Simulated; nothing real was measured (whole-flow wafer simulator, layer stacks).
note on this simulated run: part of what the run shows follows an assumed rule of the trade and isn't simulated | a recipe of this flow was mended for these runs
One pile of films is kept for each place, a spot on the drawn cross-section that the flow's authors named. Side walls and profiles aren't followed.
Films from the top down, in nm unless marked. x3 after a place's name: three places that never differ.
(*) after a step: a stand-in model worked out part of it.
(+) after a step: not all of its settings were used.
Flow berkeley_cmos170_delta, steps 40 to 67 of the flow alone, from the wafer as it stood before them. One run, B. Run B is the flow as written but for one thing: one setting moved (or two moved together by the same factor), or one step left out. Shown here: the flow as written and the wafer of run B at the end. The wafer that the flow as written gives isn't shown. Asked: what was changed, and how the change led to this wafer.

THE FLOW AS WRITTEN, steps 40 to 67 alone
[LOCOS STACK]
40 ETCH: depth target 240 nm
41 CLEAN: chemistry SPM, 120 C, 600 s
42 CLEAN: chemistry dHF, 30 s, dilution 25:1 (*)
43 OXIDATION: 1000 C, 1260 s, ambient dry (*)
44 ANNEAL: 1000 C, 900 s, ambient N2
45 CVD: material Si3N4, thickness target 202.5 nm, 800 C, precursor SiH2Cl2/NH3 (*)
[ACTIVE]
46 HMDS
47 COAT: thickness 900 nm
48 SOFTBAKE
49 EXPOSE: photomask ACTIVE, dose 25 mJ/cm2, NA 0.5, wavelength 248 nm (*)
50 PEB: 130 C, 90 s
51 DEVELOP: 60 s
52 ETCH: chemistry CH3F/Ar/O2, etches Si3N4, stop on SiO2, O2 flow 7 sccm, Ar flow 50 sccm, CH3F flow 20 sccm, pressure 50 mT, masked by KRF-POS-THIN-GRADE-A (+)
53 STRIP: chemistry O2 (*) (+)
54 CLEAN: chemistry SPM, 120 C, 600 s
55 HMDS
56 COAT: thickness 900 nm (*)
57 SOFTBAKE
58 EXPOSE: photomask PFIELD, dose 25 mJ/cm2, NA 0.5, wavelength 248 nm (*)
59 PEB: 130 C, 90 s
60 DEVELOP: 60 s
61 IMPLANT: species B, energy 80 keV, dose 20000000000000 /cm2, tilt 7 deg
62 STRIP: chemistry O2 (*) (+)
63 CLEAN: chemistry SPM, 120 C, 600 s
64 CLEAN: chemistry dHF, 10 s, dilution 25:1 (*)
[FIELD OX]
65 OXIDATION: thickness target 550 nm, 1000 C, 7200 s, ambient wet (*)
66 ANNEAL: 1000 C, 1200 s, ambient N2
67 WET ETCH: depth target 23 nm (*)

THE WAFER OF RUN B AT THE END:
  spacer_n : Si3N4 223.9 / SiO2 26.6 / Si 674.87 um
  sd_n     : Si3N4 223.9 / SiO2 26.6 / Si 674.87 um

The cause: step 45, CVD: thickness target 231.7 nm was run, where the flow has thickness target 202.5 nm.

How the change led to this, step by step:
  45 CVD: material Si3N4, thickness target 202.5 nm, 800 C, precursor SiH2Cl2/NH3 (*)
      field, sd_n, spacer_n and 6 more: Si3N4 +231.7 (new film) (as written it would be: Si3N4 +202.5 (new film))
  52 ETCH: chemistry CH3F/Ar/O2, etches Si3N4, stop on SiO2, O2 flow 7 sccm, Ar flow 50 sccm, CH3F flow 20 sccm, pressure 50 mT, masked by KRF-POS-THIN-GRADE-A (+)
      sd_n, spacer_n, gate, sd_p, spacer_p, gate_p, contact, m1: KrF-resist -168 (as written it would be: KrF-resist -148.5)
      field: Si3N4 -231.7 (all of it), SiO2 -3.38 (as written it would be: Si3N4 -202.5 (all of it), SiO2 -3.38)
  53 STRIP: chemistry O2 (*) (+)
      sd_n, spacer_n, gate, sd_p, spacer_p, gate_p, contact, m1: KrF-resist -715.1 (all of it) (as written it would be: KrF-resist -734.6 (all of it))
  65 OXIDATION: thickness target 550 nm, 1000 C, 7200 s, ambient wet (*)
      sd_n, sd_p: SiO2 +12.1 (new film), Si3N4 -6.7 (as written it would be: SiO2 +12.1 (new film), Si3N4 -6.7, SiO2 +0.15, Si -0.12)
